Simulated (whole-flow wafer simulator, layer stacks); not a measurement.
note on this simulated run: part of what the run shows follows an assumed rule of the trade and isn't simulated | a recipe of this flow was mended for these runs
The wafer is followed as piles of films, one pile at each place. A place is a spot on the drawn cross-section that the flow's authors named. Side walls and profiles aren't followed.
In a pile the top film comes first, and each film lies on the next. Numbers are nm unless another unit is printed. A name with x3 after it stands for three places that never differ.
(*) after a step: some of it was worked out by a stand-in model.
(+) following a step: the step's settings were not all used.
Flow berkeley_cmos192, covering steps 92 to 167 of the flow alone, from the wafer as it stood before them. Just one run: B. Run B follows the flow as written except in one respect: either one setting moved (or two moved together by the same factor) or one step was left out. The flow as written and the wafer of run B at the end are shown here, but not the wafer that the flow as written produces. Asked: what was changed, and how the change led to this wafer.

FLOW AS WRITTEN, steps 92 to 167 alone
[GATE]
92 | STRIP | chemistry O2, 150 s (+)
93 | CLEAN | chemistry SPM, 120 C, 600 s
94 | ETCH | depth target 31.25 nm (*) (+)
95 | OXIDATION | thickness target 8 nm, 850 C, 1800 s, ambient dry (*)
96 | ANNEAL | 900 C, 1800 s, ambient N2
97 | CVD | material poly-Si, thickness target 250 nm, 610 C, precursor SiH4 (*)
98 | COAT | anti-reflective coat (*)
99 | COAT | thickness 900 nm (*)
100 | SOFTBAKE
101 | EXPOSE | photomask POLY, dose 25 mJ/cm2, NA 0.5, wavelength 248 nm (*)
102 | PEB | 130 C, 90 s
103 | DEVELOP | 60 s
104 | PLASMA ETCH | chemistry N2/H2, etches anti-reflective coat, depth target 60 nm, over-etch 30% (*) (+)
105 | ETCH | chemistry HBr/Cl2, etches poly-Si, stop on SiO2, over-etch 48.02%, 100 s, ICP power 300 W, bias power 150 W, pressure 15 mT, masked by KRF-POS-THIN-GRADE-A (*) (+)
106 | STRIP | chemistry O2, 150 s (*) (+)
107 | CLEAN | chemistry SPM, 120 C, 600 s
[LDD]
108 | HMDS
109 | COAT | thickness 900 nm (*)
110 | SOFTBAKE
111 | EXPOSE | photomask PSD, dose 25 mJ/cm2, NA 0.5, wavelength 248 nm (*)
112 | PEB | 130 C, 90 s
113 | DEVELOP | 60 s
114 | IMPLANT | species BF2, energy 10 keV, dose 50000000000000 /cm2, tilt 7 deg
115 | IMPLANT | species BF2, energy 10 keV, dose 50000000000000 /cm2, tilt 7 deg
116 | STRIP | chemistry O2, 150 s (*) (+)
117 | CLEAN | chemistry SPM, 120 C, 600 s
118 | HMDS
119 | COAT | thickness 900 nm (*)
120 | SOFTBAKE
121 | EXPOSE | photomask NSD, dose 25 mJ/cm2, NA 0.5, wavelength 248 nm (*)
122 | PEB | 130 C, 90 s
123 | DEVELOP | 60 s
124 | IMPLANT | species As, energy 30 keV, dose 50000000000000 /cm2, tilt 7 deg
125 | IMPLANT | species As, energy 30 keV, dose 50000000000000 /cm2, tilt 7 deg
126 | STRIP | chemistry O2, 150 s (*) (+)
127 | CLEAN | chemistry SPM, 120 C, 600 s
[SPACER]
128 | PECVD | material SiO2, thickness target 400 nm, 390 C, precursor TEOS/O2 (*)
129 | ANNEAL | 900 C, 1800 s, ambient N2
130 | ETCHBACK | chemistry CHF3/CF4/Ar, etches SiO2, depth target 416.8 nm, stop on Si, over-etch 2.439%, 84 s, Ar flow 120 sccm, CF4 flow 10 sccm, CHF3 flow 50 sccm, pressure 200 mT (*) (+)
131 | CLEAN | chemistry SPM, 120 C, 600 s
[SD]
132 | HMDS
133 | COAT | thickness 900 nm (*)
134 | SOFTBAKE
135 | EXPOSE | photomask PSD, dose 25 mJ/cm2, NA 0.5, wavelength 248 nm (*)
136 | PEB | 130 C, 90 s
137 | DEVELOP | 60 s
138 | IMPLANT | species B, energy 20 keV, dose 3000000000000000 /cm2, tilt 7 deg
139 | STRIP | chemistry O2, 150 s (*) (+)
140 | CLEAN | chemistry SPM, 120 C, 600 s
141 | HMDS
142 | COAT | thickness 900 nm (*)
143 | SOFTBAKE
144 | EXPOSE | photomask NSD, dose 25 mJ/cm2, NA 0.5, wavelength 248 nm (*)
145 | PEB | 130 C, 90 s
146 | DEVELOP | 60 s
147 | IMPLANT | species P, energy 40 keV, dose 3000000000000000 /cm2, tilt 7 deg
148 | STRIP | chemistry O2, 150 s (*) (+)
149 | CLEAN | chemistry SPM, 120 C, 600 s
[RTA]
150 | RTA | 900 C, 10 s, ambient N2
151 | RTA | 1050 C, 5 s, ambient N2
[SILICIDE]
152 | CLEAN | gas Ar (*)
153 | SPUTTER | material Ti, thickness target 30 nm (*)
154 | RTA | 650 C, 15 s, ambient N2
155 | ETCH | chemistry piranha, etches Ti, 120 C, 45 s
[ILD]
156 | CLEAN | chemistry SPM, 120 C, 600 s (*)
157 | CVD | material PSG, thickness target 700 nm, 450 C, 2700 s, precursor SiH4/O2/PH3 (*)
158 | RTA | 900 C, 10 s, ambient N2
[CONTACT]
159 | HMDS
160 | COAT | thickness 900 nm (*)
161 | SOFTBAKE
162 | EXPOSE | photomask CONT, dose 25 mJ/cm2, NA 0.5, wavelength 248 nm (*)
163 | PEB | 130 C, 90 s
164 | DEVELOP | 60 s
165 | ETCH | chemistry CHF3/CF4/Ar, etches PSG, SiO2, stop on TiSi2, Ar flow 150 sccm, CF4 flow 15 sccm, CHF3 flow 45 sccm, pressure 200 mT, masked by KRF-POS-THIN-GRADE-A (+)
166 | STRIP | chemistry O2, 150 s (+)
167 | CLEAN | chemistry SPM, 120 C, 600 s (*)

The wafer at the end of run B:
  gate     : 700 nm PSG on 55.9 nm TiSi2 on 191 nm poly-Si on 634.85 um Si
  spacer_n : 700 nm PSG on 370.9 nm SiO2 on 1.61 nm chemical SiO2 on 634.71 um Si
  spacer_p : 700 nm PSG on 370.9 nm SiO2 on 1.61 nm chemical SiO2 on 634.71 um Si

What caused this: step 95, OXIDATION: thickness target 8 nm, 850 C, 1800 s, ambient dry (*), was omitted.

How this came from the change, step by step:
  98 | COAT | anti-reflective coat (*)
      spacer_n: anti-reflective coat gains 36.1 (new film) (as written it would have been: anti-reflective coat gains 37.1 (new film))
      gate: anti-reflective coat gains 32.6 (new film) (as written it would have been: anti-reflective coat gains 33.7 (new film))
      (and at 2 other places as well)
  104 | PLASMA ETCH | chemistry N2/H2, etches anti-reflective coat, depth target 60 nm, over-etch 30% (*) (+)
      spacer_n: anti-reflective coat loses 36.1 (all of it), poly-Si loses 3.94 (as written it would have been: anti-reflective coat loses 37.1 (all of it), poly-Si loses 3.82)
      spacer_p: anti-reflective coat loses 35.5 (all of it), poly-Si loses 3.95 (as written it would have been: anti-reflective coat loses 36.3 (all of it), poly-Si loses 3.84)
  105 | ETCH | chemistry HBr/Cl2, etches poly-Si, stop on SiO2, over-etch 48.02%, 100 s, ICP power 300 W, bias power 150 W, pressure 15 mT, masked by KRF-POS-THIN-GRADE-A (*) (+)
      sd_n: poly-Si loses 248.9 (all of it), Si loses 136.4 (as written it would have been: poly-Si loses 248.9 (all of it), SiO2 loses 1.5)
      spacer_n: poly-Si loses 246.1 (all of it), Si loses 139.2 (as written it would have been: poly-Si loses 246.2 (all of it), SiO2 loses 1.71)
      (and at 4 other places as well)
  106 | STRIP | chemistry O2, 150 s (*) (+)
      sd_n, spacer_n, sd_p, spacer_p, contact, m1: chemical SiO2 gains 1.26 (new film), Si loses 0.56 (as written it would have been: nothing)
      gate: chemical SiO2 gains 1.16 (new film), KrF-resist loses 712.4 (all of it), anti-reflective coat loses 32.6 (all of it), poly-Si loses 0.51 (as written it would have been: chemical SiO2 gains 1.16 (new film), KrF-resist loses 709.2 (all of it), anti-reflective coat loses 33.7 (all of it), poly-Si loses 0.51)
      (and at 1 other place as well)
  109 | COAT | thickness 900 nm (*)
      field: KrF-resist gains 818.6 (new film) (as written it would have been: KrF-resist gains 853.7 (new film))
      sd_n: KrF-resist gains 1068.8 (new film) (as written it would have been: KrF-resist gains 996.9 (new film))
      (and at 7 other places as well)
  113 | DEVELOP | 60 s
      sd_p: KrF-resist loses 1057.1 (all of it) (as written it would have been: KrF-resist loses 990.4 (all of it))
      spacer_p: KrF-resist loses 1053.2 (all of it) (as written it would have been: KrF-resist loses 988.7 (all of it))
      (and at 1 other place as well)
  116 | STRIP | chemistry O2, 150 s (*) (+)
      sd_n: KrF-resist loses 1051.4 (all of it), chemical SiO2 gains 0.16, Si loses 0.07 (as written it would have been: KrF-resist loses 979.7 (all of it))
      spacer_n: KrF-resist loses 1043.5 (all of it), chemical SiO2 gains 0.16, Si loses 0.07 (as written it would have been: KrF-resist loses 976.9 (all of it))
      (and at 4 other places as well)
  119 | COAT | thickness 900 nm (*)
      field: KrF-resist gains 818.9 (new film) (as written it would have been: KrF-resist gains 853.8 (new film))
      sd_n: KrF-resist gains 1068.7 (new film) (as written it would have been: KrF-resist gains 996.9 (new film))
      (and at 7 other places as well)
  123 | DEVELOP | 60 s
      sd_n: KrF-resist loses 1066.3 (all of it) (as written it would have been: KrF-resist loses 994.7 (all of it))
      spacer_n: KrF-resist loses 1058.4 (all of it) (as written it would have been: KrF-resist loses 991.8 (all of it))
      (and at 3 other places as well)
  126 | STRIP | chemistry O2, 150 s (*) (+)
      sd_p: KrF-resist loses 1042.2 (all of it), chemical SiO2 gains 0.1 (as written it would have been: KrF-resist loses 975.5 (all of it))
      spacer_p: KrF-resist loses 1038.3 (all of it), chemical SiO2 gains 0.1 (as written it would have been: KrF-resist loses 973.8 (all of it))
      (and at 2 other places as well)
  128 | PECVD | material SiO2, thickness target 400 nm, 390 C, precursor TEOS/O2 (*)
      sd_n, contact, m1: SiO2 gains 400 (new film) (as written it would have been: SiO2 gains 400)
      spacer_n, spacer_p: SiO2 gains 376.3 (new film) (as written it would have been: SiO2 gains 386.5)
      (and at 1 other place as well)
  130 | ETCHBACK | chemistry CHF3/CF4/Ar, etches SiO2, depth target 416.8 nm, stop on Si, over-etch 2.439%, 84 s, Ar flow 120 sccm, CF4 flow 10 sccm, CHF3 flow 50 sccm, pressure 200 mT (*) (+)
      spacer_n, spacer_p: nothing (as written it would have been: SiO2 loses 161)
      sd_n: SiO2 loses 400 (all of it), chemical SiO2 loses 1.61 (all of it), Si loses 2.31 (as written it would have been: SiO2 loses 406 (all of it), Si loses 2.31)
      (and at 3 other places as well)
  133 | COAT | thickness 900 nm (*)
      field: KrF-resist gains 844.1 (new film) (as written it would have been: KrF-resist gains 867.3 (new film))
      sd_n: KrF-resist gains 1073.5 (new film) (as written it would have been: KrF-resist gains 993.2 (new film))
      (and at 7 other places as well)
  137 | DEVELOP | 60 s
      sd_p: KrF-resist loses 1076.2 (all of it) (as written it would have been: KrF-resist loses 999 (all of it))
      spacer_p: KrF-resist loses 716.1 (all of it) (as written it would have been: KrF-resist loses 778.4 (all of it))
      (and at 1 other place as well)
  139 | STRIP | chemistry O2, 150 s (*) (+)
      field: KrF-resist loses 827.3 (all of it) (as written it would have been: KrF-resist loses 850.5 (all of it))
      sd_n: KrF-resist loses 1056.2 (all of it), chemical SiO2 gains 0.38, Si loses 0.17 (as written it would have been: KrF-resist loses 976 (all of it), chemical SiO2 gains 0.39, Si loses 0.17)
      (and at 4 other places as well)
  142 | COAT | thickness 900 nm (*)
      field: KrF-resist gains 844.1 (new film) (as written it would have been: KrF-resist gains 867.4 (new film))
      sd_n: KrF-resist gains 1073.4 (new film) (as written it would have been: KrF-resist gains 993.1 (new film))
      (and at 7 other places as well)
  ... 8 other steps ...
  166 | STRIP | chemistry O2, 150 s (+)
      sd_n: KrF-resist loses 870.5 (all of it) (as written it would have been: KrF-resist loses 784.4 (all of it))
      spacer_n: KrF-resist loses 596.8 (all of it) (as written it would have been: KrF-resist loses 612.8 (all of it))
      (and at 3 other places as well)
